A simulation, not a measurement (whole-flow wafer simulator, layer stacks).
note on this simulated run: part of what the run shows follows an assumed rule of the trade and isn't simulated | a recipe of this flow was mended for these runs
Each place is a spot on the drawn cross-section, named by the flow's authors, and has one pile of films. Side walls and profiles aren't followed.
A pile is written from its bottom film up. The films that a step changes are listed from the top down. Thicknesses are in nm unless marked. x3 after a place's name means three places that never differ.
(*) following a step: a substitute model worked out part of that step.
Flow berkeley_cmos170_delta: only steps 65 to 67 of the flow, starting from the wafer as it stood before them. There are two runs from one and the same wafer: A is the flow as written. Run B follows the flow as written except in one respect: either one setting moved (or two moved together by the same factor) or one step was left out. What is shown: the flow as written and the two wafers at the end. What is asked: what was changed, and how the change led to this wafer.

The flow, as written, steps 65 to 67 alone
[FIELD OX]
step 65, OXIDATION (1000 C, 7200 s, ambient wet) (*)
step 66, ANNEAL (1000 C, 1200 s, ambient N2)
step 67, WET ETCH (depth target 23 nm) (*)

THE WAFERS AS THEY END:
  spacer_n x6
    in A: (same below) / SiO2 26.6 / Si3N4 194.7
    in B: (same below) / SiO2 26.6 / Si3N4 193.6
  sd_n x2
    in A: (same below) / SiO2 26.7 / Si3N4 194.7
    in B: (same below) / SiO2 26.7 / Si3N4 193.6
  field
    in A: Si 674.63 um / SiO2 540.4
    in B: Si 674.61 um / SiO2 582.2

The reason: step 65, OXIDATION: 1012 C was run, whereas the flow has 1000 C.

How this came from the change, step by step:
  step 65, OXIDATION (1000 C, 7200 s, ambient wet) (*)
      spacer_n x6: A SiO2 gains 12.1 (new film), Si3N4 loses 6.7 | B SiO2 gains 14.2 (new film), Si3N4 loses 7.86
      sd_n x2: A SiO2 gains 12.1 (new film), Si3N4 loses 6.7, SiO2 gains 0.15, Si loses 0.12 | B SiO2 gains 14.2 (new film), Si3N4 loses 7.86, SiO2 gains 0.15, Si loses 0.12
      (and at 1 other place as well)
  step 67, WET ETCH (depth target 23 nm) (*)
      sd_n x2, spacer_n x6: A SiO2 loses 12.1 (all of it), Si3N4 loses 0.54 | B SiO2 loses 14.2 (all of it), Si3N4 loses 0.44
